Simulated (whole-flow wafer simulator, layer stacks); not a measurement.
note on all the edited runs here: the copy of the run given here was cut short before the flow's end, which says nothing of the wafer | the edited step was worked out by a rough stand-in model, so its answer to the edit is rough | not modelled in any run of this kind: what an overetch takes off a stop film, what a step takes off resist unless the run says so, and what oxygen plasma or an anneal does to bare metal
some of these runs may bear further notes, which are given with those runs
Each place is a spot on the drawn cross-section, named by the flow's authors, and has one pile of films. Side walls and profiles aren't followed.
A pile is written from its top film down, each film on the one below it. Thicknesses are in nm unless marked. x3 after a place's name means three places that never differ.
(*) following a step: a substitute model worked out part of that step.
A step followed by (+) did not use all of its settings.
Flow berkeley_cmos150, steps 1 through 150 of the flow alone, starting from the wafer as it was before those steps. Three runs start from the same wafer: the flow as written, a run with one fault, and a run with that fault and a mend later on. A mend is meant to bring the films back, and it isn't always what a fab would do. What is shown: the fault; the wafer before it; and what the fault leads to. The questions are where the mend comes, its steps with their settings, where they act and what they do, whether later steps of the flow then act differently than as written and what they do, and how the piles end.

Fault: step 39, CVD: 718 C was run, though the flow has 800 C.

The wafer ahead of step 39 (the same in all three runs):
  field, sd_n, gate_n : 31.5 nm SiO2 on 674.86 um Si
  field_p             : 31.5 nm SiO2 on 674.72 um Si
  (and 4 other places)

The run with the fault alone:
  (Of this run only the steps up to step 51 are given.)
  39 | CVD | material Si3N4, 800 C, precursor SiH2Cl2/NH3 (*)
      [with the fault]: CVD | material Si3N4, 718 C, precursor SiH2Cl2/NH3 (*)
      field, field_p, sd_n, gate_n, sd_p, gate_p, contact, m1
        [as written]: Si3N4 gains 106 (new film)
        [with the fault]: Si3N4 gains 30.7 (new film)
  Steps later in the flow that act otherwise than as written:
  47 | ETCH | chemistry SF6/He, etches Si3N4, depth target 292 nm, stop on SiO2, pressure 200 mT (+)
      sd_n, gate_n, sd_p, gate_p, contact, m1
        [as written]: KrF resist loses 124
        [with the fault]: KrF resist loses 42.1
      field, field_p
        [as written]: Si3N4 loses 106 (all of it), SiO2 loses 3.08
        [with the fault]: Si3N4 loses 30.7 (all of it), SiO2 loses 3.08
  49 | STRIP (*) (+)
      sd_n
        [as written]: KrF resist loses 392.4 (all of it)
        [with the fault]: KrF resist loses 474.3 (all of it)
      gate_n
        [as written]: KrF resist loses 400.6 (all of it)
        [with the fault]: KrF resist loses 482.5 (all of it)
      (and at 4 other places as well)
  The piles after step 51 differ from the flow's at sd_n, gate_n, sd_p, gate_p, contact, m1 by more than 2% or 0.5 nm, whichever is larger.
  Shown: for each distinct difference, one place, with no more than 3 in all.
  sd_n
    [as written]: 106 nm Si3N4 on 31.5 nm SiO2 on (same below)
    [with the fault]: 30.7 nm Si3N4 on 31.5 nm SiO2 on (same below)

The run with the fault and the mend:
  The mend stands after step 39.
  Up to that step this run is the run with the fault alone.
  39a | ETCH | chemistry h3po4, depth target 35.3 nm
      field, field_p, sd_n, gate_n, sd_p, gate_p, contact, m1
        Si3N4 loses 30.7 (all of it)
  39b | CLEAN | chemistry SPM
      leaves every film unchanged at each place that is followed
  39c | CVD | material Si3N4, 800 C, precursor SiH2Cl2/NH3 (*) (a further turn of the flow's step 39)
      field, field_p, sd_n, gate_n, sd_p, gate_p, contact, m1
        Si3N4 gains 106 (new film)
  Later steps of the flow that are run all act as written at every place that is followed.
  By the end, the piles equal the flow's at every place that both follow.
